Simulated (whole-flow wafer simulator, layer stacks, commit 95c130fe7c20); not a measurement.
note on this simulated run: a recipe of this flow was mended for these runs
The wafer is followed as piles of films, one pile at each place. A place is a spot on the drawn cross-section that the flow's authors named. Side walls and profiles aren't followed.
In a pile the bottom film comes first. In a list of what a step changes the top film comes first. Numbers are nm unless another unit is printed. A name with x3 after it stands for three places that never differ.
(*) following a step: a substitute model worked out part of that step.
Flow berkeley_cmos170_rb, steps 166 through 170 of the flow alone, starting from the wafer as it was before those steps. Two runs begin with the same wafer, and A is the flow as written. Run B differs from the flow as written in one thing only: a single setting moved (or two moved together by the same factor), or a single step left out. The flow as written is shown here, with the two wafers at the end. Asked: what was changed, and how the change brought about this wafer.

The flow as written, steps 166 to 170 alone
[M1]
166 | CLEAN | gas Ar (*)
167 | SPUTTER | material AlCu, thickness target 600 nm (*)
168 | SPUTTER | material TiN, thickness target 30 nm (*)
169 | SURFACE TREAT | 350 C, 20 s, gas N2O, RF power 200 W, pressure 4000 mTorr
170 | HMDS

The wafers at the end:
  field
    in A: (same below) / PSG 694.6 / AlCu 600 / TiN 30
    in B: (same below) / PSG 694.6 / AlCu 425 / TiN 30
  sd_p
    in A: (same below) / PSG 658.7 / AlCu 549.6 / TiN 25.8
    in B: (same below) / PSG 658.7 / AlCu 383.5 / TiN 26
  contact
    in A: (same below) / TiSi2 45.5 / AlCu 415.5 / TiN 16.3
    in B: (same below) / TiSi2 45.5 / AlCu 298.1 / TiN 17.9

The reason: step 167, SPUTTER: thickness target 425 nm was run, though the flow has thickness target 600 nm.
One can read it off the wafer: field has AlCu 425, and step 167 as written asks for 600 nm.

How this came from the change, step by step:
  167 | SPUTTER | material AlCu, thickness target 600 nm (*)
      field, sd_n, spacer_n, gate, spacer_p, gate_p, m1: A +600 AlCu (new film) | B +425 AlCu (new film)
      sd_p: A +549.6 AlCu (new film) | B +383.5 AlCu (new film)
      (also at 1 further place)
  168 | SPUTTER | material TiN, thickness target 30 nm (*)
      contact: A +16.3 TiN (new film) | B +17.9 TiN (new film)
